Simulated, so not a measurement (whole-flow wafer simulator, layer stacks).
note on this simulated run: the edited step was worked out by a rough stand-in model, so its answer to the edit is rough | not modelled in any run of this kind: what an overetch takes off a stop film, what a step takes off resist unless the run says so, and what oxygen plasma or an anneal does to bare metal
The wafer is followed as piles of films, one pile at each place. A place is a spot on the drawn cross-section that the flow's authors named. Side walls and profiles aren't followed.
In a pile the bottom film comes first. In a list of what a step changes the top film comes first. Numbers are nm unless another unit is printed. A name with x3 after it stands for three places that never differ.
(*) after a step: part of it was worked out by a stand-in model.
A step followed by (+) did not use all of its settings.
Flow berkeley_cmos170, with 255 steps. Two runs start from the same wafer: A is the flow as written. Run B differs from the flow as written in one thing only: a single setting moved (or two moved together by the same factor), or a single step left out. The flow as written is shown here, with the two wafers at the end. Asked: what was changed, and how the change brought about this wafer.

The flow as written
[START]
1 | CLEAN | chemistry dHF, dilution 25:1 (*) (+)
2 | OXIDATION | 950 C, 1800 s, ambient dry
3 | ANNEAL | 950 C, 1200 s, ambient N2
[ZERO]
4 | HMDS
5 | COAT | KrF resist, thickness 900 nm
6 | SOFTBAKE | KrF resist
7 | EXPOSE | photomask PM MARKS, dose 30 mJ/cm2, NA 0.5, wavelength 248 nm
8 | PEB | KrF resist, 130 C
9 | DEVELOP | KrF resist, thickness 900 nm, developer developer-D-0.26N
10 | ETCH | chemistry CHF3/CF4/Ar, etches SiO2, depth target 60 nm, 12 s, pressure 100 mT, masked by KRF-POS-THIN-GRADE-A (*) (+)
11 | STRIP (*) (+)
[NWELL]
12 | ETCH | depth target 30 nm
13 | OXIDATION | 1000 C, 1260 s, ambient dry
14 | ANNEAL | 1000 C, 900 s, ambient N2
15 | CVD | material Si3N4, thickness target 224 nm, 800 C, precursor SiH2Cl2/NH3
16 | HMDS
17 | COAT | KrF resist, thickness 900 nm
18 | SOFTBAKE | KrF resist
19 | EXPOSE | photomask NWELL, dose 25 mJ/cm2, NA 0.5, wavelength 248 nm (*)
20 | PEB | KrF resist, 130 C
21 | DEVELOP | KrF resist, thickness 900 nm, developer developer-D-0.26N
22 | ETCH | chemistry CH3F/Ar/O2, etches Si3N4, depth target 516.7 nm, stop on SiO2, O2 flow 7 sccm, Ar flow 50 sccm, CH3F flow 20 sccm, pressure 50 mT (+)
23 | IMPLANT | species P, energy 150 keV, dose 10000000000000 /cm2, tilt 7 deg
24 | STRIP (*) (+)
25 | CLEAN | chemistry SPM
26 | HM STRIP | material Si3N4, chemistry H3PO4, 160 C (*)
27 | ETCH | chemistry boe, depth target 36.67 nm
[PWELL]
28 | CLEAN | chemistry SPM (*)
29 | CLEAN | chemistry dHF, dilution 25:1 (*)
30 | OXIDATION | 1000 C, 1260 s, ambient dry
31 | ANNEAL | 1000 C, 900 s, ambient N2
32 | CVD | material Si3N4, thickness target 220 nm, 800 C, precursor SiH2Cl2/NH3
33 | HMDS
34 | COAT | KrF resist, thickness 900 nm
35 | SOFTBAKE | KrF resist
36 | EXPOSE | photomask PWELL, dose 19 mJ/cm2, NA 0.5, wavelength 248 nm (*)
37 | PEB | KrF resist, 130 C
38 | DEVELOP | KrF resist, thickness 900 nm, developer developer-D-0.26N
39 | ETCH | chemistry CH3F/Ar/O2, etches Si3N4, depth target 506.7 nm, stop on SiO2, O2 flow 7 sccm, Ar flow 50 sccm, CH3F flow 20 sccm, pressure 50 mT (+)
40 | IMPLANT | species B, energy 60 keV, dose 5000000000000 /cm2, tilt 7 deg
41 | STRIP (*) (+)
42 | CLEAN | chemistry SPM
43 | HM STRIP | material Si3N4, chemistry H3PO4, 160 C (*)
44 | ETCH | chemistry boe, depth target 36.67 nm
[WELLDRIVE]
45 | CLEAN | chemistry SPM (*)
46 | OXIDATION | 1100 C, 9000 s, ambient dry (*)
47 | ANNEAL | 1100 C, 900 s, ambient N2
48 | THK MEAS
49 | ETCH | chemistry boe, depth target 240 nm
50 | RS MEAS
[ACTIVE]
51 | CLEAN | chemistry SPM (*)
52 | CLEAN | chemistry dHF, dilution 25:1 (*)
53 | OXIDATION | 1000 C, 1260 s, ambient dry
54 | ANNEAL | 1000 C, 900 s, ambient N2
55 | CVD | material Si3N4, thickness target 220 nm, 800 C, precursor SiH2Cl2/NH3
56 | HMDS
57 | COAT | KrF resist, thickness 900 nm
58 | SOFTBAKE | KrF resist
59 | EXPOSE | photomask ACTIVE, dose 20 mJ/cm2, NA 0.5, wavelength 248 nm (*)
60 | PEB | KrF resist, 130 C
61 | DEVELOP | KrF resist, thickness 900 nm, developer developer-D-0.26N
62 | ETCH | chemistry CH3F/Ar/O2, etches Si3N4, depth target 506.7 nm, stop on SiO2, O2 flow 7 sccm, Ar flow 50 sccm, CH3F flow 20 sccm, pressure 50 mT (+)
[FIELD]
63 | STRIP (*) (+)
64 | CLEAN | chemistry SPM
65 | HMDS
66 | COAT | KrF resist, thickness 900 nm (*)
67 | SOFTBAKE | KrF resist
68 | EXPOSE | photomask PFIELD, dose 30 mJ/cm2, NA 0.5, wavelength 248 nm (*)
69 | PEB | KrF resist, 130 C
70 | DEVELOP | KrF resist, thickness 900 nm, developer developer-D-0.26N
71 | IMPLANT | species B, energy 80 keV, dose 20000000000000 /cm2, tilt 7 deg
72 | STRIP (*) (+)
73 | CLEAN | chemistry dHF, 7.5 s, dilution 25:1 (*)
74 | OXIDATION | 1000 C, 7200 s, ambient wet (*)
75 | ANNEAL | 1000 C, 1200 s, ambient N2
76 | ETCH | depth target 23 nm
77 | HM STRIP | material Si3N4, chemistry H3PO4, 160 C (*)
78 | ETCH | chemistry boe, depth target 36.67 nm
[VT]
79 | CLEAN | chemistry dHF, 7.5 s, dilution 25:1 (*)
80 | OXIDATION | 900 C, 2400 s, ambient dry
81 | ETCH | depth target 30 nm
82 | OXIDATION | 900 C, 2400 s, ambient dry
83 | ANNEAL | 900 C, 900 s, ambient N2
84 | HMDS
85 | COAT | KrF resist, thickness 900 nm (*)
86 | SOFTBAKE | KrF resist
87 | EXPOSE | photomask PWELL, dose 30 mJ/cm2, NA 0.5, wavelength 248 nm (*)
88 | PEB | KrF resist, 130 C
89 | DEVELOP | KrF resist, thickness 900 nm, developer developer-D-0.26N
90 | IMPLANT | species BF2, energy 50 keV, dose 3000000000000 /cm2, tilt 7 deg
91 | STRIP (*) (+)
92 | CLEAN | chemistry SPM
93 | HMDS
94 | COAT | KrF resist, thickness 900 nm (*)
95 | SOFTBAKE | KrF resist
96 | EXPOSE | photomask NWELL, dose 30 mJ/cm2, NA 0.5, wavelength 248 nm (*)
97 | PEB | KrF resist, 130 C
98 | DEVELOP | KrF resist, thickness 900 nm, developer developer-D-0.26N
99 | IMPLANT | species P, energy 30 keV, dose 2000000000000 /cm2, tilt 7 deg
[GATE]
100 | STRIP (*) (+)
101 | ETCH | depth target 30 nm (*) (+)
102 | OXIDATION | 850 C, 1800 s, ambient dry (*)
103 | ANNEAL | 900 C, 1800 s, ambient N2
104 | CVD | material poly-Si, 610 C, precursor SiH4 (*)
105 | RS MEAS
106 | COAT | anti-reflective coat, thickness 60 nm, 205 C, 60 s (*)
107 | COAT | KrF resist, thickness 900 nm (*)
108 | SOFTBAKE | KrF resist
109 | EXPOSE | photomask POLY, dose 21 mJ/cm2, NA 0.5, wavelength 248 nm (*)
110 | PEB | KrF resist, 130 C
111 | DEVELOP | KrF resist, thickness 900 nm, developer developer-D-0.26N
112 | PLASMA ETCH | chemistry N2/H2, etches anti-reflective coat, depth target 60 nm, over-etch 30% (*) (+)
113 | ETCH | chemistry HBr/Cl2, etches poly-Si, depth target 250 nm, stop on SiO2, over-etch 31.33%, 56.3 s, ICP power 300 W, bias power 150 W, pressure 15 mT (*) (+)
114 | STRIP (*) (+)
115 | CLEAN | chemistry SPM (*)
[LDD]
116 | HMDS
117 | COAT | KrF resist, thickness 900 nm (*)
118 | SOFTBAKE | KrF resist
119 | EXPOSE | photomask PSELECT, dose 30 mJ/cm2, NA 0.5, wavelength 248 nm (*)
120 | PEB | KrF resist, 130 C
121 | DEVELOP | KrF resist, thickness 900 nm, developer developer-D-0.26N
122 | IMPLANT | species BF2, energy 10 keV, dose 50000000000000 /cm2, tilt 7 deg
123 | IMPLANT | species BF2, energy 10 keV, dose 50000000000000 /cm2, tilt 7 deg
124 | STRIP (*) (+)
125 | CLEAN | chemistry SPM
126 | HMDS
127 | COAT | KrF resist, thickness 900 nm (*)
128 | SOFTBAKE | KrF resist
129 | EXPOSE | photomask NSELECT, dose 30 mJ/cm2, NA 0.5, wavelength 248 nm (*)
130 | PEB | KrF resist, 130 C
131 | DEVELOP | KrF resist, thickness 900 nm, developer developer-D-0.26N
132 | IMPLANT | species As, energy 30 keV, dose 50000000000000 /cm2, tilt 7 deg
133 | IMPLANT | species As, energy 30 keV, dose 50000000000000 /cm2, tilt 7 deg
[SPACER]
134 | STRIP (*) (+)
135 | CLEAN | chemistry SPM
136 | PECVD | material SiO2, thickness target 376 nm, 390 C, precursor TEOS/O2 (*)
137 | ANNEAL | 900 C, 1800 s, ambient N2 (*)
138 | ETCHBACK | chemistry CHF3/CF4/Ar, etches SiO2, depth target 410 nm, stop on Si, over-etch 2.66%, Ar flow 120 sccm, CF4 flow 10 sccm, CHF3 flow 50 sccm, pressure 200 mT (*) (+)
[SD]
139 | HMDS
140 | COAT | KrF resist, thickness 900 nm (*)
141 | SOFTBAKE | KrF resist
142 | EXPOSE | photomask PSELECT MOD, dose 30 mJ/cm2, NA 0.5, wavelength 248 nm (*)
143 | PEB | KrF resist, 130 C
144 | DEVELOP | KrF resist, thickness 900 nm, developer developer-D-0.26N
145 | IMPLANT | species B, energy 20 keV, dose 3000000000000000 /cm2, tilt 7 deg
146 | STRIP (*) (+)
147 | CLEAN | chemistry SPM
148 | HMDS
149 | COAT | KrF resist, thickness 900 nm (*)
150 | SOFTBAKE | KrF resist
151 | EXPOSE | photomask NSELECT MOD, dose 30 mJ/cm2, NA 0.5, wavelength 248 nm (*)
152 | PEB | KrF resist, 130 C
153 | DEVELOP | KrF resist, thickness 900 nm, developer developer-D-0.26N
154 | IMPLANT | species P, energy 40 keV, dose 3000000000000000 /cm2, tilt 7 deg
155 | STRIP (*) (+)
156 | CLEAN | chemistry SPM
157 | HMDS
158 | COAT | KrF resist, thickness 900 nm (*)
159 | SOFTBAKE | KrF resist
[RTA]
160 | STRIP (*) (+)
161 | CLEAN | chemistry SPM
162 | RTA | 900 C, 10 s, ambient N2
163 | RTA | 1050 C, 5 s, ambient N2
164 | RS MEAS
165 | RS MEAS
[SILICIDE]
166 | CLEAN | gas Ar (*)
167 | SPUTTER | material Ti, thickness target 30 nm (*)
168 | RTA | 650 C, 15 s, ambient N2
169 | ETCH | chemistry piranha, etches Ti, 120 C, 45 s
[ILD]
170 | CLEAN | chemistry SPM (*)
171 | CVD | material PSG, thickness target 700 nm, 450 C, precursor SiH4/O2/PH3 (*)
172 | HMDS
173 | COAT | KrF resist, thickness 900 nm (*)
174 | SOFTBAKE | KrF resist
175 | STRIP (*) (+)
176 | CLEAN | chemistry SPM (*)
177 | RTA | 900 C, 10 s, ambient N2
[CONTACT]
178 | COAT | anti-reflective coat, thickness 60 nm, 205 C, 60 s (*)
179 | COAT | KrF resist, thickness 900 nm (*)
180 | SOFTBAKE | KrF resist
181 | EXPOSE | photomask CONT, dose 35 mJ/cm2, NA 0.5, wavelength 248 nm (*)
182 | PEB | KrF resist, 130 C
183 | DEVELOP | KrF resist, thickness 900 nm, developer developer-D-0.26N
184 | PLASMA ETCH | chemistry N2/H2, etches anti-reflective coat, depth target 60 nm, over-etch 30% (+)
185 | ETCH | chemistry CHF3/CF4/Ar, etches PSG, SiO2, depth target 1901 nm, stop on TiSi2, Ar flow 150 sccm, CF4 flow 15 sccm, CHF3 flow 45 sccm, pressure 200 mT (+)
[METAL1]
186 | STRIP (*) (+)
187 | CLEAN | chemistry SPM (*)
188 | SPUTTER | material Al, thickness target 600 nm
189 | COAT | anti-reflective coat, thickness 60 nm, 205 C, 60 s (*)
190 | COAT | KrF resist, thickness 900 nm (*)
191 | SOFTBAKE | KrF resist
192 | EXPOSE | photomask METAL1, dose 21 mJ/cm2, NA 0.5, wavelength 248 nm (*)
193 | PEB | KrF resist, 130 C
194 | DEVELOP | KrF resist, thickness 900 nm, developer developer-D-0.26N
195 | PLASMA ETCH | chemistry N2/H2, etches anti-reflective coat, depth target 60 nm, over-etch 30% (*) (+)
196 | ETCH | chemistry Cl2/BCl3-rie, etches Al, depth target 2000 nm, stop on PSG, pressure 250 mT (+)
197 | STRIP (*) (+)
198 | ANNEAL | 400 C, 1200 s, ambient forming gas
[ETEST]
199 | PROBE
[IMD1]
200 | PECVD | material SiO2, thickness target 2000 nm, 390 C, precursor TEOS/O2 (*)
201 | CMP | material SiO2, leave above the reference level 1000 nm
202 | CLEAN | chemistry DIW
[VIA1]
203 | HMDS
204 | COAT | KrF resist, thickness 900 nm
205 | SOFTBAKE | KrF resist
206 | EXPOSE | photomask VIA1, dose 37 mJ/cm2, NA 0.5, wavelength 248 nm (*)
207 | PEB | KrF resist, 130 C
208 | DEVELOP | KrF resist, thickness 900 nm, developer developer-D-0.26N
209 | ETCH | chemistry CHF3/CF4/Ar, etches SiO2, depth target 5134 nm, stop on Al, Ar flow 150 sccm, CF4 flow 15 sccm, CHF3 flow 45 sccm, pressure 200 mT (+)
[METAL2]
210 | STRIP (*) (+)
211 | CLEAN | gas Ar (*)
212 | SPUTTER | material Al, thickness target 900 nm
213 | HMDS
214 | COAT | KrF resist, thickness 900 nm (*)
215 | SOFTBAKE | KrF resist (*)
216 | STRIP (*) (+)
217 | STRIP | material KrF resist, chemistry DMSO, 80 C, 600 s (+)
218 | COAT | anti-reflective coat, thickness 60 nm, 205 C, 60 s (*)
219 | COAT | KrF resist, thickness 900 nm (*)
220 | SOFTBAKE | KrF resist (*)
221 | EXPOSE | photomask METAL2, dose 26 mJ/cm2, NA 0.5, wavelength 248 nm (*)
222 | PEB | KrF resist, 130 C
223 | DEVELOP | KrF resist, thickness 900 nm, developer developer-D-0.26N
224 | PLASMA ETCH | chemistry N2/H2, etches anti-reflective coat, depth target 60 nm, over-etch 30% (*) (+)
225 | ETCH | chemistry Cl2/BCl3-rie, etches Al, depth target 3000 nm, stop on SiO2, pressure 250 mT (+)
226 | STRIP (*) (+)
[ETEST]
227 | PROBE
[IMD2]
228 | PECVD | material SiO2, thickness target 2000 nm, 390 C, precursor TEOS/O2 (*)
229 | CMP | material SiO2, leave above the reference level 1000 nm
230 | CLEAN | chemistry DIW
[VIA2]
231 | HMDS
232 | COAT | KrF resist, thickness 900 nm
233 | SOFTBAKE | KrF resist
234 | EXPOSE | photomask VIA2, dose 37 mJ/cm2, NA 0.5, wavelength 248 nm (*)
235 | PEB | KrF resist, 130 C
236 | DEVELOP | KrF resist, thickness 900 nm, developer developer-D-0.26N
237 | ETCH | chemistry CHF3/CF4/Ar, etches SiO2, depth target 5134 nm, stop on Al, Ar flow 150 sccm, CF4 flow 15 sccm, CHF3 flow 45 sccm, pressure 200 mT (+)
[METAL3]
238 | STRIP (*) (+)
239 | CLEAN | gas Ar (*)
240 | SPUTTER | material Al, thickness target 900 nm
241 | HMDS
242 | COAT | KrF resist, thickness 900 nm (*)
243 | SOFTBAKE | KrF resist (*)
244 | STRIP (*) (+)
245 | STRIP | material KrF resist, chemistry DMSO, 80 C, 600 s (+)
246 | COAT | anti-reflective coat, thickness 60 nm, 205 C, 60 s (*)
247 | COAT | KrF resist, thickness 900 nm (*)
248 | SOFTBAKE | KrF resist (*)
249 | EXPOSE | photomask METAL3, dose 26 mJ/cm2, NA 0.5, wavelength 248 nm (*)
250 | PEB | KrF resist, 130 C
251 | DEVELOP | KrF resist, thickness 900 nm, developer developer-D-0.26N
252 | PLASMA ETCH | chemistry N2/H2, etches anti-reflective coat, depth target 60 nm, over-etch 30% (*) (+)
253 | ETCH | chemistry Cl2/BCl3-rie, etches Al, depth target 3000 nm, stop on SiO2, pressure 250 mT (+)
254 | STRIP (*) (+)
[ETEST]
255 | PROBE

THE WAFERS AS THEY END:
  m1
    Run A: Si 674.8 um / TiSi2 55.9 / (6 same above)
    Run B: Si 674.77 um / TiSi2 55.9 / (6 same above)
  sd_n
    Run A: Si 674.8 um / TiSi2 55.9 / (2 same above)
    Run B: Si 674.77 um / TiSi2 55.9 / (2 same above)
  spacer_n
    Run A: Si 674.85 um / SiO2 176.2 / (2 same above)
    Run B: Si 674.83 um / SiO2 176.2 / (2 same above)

The reason: step 46, OXIDATION: 1155 C was run, while the flow as written has 1100 C.

The path from the change to this, step by step:
  46 | OXIDATION | 1100 C, 9000 s, ambient dry (*)
      field, sd_n, spacer_n and 9 more: A +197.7 SiO2 (new film), -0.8 chemical SiO2 (all of it), -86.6 Si | B +253.7 SiO2 (new film), -0.8 chemical SiO2 (all of it), -111.3 Si
  49 | ETCH | chemistry boe, depth target 240 nm
      field, sd_n, spacer_n and 9 more: A -197.7 SiO2 (all of it) | B -240 SiO2
  51 | CLEAN | chemistry SPM (*)
      field, sd_n, spacer_n and 9 more: A +0.8 chemical SiO2 (new film), -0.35 Si | B nothing
  52 | CLEAN | chemistry dHF, dilution 25:1 (*)
      field, sd_n, spacer_n and 9 more: A -0.8 chemical SiO2 (all of it) | B -13.7 SiO2 (all of it)
